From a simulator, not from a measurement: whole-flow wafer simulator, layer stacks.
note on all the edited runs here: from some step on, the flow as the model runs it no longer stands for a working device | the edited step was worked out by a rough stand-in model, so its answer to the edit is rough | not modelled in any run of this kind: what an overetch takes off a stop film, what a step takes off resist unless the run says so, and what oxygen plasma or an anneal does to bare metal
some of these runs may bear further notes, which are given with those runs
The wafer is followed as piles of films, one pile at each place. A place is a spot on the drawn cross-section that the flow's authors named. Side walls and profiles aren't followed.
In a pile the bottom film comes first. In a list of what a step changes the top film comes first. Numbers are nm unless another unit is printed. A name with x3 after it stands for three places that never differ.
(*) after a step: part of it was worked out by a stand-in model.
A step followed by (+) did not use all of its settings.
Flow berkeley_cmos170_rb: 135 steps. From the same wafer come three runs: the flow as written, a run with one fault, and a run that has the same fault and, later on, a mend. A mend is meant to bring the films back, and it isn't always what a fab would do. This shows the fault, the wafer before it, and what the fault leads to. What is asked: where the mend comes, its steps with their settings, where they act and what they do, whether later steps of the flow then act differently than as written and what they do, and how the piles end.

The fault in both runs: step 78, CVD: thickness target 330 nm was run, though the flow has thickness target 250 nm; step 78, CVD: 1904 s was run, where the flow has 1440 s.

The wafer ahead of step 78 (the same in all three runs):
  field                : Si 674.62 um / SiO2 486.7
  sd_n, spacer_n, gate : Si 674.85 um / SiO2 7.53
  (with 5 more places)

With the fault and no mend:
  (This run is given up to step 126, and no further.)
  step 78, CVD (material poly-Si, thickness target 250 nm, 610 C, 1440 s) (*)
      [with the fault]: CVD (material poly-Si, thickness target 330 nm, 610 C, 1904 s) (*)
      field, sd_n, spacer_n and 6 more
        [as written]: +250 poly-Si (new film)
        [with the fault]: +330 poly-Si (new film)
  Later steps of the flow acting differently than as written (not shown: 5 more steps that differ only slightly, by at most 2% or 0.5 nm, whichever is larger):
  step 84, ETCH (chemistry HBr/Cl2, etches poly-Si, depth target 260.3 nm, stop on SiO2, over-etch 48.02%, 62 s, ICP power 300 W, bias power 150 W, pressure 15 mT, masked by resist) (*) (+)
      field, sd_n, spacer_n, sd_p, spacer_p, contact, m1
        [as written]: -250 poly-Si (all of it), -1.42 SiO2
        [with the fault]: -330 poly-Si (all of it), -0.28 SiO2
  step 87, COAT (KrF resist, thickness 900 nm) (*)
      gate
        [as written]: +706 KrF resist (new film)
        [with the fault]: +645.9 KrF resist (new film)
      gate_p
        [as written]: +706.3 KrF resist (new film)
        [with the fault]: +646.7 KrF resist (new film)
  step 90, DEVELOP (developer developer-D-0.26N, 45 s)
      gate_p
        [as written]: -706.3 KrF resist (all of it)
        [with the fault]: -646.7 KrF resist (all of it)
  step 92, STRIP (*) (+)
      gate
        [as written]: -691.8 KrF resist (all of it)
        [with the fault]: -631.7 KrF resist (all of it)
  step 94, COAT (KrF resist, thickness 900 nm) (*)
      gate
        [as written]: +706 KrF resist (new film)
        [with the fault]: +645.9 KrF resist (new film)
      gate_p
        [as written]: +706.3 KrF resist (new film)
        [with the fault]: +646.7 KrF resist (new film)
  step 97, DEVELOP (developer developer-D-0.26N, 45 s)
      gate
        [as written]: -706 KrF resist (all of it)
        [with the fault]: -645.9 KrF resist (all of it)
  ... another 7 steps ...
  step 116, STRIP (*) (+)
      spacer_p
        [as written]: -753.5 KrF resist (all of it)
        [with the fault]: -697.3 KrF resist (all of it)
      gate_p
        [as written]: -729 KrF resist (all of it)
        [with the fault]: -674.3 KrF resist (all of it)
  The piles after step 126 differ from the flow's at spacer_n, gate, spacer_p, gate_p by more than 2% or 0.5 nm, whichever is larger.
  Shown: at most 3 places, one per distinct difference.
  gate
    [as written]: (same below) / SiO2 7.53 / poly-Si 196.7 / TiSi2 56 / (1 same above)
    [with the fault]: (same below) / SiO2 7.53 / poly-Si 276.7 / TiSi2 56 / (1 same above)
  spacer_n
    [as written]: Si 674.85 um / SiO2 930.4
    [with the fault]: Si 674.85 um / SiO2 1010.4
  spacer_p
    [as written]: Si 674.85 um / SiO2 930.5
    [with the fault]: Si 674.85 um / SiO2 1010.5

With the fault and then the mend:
  The mend follows step 78.
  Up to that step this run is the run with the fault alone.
  step 78a, ETCH (chemistry tmah, depth target 80 nm)
      field, sd_n, spacer_n and 6 more
        -80 poly-Si
  None of the later steps of the flow acts differently than as written at any place that is followed.
  By the end, the piles equal the flow's at every place that both follow.
